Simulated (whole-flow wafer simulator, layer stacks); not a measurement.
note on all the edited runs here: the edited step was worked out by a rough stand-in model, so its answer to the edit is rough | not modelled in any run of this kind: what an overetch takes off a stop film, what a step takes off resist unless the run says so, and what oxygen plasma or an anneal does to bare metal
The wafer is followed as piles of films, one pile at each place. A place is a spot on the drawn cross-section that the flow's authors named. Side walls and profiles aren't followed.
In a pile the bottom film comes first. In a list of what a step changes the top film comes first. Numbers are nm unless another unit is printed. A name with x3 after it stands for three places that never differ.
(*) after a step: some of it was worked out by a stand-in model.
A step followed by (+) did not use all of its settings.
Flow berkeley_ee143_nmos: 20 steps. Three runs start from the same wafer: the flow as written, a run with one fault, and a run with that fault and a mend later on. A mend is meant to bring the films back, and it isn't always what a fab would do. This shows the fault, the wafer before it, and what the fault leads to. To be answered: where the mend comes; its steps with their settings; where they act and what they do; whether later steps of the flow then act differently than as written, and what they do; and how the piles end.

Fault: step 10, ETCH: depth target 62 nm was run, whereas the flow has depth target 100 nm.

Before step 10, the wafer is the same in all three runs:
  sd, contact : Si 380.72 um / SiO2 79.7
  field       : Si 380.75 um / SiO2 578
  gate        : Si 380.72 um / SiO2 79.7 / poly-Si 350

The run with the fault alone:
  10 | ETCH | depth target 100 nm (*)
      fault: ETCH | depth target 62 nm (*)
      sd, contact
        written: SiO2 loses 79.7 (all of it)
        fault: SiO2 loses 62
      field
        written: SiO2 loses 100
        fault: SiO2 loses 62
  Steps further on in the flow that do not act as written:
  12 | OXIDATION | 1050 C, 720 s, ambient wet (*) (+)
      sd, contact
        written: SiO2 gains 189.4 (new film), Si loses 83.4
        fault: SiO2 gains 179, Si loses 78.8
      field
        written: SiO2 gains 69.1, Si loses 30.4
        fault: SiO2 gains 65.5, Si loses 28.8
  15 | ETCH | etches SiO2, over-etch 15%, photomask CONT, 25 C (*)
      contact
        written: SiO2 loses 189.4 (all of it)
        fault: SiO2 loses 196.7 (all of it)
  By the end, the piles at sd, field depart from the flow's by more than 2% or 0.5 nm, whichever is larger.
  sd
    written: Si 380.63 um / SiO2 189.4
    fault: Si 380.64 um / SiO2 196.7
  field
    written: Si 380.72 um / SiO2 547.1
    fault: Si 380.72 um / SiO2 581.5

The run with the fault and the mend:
  The mend follows step 10.
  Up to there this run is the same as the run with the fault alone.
  10a | ETCH | depth target 38 nm (*) (a further turn of the flow's step 10, with different settings)
      sd, contact
        SiO2 loses 17.7 (all of it)
      field
        SiO2 loses 38
  Every later step of the flow that is run acts as written at every place that is followed.
  The piles end the same as the flow's at every place that both follow.
